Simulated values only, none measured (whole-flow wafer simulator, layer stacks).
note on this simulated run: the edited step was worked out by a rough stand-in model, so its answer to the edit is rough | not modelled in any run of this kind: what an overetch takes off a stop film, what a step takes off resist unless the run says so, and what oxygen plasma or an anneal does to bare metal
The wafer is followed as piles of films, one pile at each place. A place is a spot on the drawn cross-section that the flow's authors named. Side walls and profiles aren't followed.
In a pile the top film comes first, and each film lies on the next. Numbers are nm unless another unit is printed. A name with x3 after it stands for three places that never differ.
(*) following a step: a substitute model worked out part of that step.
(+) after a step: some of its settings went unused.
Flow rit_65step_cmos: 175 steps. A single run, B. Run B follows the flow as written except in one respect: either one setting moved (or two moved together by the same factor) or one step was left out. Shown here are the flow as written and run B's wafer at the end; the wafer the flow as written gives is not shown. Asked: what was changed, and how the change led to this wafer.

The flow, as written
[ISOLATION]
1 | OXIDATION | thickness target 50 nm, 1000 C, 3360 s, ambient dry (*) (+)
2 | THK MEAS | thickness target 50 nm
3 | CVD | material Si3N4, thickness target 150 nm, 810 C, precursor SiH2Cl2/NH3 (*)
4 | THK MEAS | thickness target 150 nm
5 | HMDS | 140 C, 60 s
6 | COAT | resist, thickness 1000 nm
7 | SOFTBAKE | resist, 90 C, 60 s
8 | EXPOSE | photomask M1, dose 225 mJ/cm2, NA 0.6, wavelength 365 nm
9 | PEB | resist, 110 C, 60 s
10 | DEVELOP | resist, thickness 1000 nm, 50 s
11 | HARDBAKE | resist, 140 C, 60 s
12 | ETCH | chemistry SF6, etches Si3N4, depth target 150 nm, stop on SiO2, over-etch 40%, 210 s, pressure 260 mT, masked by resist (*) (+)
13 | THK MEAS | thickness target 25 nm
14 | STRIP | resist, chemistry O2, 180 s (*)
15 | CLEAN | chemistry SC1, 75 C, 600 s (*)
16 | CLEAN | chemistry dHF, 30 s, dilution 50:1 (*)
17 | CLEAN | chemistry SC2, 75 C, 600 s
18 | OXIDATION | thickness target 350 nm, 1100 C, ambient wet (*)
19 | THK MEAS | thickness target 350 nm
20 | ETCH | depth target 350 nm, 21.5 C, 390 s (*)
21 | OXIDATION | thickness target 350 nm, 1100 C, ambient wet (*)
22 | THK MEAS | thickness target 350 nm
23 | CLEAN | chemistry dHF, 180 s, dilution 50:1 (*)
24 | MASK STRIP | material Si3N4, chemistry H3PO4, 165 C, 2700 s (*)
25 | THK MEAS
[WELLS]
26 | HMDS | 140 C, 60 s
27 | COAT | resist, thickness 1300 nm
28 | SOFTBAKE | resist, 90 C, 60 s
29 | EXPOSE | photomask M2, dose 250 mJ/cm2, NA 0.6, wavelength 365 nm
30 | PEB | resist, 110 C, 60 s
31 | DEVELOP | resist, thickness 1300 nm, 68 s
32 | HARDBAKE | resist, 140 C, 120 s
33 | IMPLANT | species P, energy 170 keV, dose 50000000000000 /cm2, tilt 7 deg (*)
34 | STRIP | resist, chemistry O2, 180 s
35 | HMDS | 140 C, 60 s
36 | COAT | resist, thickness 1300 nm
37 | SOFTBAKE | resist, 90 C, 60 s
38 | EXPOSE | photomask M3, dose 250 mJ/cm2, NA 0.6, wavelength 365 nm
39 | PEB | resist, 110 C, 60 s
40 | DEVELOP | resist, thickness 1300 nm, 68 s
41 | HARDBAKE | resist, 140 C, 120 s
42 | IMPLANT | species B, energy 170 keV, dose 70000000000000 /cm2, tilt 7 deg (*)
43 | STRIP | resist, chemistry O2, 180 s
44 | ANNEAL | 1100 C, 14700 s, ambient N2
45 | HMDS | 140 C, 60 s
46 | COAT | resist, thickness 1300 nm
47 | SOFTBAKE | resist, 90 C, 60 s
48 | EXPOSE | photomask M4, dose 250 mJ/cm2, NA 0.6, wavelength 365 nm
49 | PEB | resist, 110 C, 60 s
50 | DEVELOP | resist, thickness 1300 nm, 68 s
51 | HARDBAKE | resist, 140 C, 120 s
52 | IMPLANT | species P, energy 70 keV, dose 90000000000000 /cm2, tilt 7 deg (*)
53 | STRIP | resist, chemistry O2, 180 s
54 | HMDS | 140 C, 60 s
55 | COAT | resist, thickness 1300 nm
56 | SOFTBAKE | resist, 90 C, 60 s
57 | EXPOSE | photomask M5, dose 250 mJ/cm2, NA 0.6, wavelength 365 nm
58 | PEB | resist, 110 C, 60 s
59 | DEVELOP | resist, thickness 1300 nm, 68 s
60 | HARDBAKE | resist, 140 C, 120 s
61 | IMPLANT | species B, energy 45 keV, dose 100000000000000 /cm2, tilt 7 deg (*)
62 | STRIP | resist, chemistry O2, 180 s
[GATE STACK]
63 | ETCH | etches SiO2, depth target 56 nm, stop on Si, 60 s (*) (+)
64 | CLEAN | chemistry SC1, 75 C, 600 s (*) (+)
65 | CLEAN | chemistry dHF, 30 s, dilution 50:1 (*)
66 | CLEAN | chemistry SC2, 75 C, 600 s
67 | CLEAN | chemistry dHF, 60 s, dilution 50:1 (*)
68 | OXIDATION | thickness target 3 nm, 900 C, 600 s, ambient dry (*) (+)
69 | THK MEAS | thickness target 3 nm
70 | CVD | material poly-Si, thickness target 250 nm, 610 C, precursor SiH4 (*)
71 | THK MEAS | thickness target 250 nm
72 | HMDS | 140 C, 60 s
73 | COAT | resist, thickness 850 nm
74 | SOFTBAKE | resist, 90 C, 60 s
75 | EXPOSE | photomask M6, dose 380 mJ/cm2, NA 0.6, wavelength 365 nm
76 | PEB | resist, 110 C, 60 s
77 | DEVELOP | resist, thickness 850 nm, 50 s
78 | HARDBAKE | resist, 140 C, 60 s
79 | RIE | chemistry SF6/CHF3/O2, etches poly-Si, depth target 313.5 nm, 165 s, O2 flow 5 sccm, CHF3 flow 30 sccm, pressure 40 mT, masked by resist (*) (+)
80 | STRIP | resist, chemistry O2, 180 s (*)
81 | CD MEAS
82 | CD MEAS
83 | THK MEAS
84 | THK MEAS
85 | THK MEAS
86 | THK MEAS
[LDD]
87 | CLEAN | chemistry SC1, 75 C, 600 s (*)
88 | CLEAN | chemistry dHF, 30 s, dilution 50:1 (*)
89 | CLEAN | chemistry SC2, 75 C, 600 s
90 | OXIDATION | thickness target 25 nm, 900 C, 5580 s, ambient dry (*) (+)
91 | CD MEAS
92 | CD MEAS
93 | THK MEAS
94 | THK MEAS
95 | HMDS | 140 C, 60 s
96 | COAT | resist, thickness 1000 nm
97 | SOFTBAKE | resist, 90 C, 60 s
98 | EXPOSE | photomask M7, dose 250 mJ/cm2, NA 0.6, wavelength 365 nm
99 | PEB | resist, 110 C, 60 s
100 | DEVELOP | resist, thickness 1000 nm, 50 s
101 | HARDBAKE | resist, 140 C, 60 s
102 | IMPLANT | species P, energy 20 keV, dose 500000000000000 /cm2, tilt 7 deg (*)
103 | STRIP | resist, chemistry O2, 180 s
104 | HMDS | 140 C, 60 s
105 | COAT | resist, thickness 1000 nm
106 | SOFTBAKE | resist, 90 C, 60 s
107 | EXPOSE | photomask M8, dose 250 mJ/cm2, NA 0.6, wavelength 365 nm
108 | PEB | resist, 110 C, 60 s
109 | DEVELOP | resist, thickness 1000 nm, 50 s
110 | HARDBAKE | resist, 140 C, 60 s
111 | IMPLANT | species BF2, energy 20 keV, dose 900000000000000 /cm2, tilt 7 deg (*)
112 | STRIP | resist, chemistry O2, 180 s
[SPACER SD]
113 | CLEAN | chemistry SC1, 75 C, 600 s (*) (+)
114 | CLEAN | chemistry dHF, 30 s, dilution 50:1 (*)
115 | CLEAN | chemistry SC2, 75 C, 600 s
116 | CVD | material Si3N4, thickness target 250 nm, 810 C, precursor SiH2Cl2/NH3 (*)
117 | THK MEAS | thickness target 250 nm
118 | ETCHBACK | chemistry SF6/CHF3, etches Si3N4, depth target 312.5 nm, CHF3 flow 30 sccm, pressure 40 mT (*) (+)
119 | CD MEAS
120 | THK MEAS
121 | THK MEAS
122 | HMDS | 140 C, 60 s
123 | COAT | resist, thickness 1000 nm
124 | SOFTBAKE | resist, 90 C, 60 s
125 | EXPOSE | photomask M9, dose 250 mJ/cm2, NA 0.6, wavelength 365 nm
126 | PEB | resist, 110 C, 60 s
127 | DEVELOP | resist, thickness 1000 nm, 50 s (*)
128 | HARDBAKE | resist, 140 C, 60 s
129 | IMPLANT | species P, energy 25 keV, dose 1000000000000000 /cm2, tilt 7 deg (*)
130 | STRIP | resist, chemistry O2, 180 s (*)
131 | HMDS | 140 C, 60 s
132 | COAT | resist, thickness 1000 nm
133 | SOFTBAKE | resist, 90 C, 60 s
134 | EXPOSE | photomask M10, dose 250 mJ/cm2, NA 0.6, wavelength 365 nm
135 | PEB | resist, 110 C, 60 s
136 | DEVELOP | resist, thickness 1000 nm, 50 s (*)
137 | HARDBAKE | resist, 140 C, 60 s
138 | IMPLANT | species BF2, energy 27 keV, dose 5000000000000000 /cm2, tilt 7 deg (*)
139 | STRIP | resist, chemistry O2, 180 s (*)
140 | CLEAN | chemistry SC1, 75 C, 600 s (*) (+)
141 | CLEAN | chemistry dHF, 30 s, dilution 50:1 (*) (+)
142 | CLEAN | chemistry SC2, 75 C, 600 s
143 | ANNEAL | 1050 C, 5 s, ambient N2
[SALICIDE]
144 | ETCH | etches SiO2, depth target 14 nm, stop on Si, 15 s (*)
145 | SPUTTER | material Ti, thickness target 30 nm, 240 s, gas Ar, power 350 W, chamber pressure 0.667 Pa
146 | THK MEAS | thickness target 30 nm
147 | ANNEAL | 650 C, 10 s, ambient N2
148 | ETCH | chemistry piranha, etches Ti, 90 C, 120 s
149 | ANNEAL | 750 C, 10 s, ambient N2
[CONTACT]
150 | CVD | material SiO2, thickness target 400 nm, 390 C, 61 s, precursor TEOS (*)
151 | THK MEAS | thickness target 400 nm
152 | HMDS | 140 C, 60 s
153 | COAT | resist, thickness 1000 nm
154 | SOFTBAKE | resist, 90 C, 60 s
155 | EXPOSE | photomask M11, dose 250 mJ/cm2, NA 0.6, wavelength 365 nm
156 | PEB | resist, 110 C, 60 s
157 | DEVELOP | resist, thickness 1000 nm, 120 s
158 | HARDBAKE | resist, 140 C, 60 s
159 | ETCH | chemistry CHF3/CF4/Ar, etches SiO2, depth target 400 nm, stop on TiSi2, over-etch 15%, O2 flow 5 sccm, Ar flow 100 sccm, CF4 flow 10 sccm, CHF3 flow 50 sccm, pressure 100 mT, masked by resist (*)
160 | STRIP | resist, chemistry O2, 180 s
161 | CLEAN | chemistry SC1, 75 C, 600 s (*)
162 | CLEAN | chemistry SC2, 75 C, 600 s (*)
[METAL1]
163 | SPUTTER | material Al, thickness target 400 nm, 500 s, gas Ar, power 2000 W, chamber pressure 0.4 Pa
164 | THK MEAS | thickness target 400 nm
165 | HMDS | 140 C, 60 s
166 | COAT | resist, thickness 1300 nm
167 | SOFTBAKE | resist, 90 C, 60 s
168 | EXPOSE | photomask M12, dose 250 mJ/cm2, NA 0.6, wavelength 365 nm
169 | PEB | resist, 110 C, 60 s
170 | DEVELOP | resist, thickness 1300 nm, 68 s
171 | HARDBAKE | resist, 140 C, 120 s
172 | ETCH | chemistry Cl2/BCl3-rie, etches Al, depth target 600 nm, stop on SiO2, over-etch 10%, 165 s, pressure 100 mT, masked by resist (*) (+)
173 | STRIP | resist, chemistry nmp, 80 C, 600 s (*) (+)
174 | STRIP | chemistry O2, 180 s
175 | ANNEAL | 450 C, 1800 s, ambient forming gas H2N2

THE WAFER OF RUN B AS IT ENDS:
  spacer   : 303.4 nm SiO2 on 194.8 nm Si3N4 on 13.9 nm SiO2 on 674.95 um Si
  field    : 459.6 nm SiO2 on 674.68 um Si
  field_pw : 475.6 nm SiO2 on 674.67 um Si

What caused this: step 150, CVD: thickness target 340 nm was run, while the flow as written has thickness target 400 nm.

Step by step, how the change led to this:
  150 | CVD | material SiO2, thickness target 400 nm, 390 C, 61 s, precursor TEOS (*)
      field, field_pw, field_nw, field_p: SiO2 gains 340 (in the flow as written it would be: SiO2 gains 400)
      spacer, spacer_p: SiO2 gains 340 (new film) (in the flow as written it would be: SiO2 gains 400 (new film))
      (and at 2 other places as well)
  159 | ETCH | chemistry CHF3/CF4/Ar, etches SiO2, depth target 400 nm, stop on TiSi2, over-etch 15%, O2 flow 5 sccm, Ar flow 100 sccm, CF4 flow 10 sccm, CHF3 flow 50 sccm, pressure 100 mT, masked by resist (*)
      field, field_pw, field_nw, field_p, gate_n, gate_p, spacer, spacer_p: resist loses 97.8 (in the flow as written it would be: resist loses 115)
  160 | STRIP | resist, chemistry O2, 180 s
      field_pw: resist loses 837 (all of it) (in the flow as written it would be: resist loses 820.1 (all of it))
      field_nw: resist loses 842 (all of it) (in the flow as written it would be: resist loses 825.1 (all of it))
      (and at 4 other places as well)
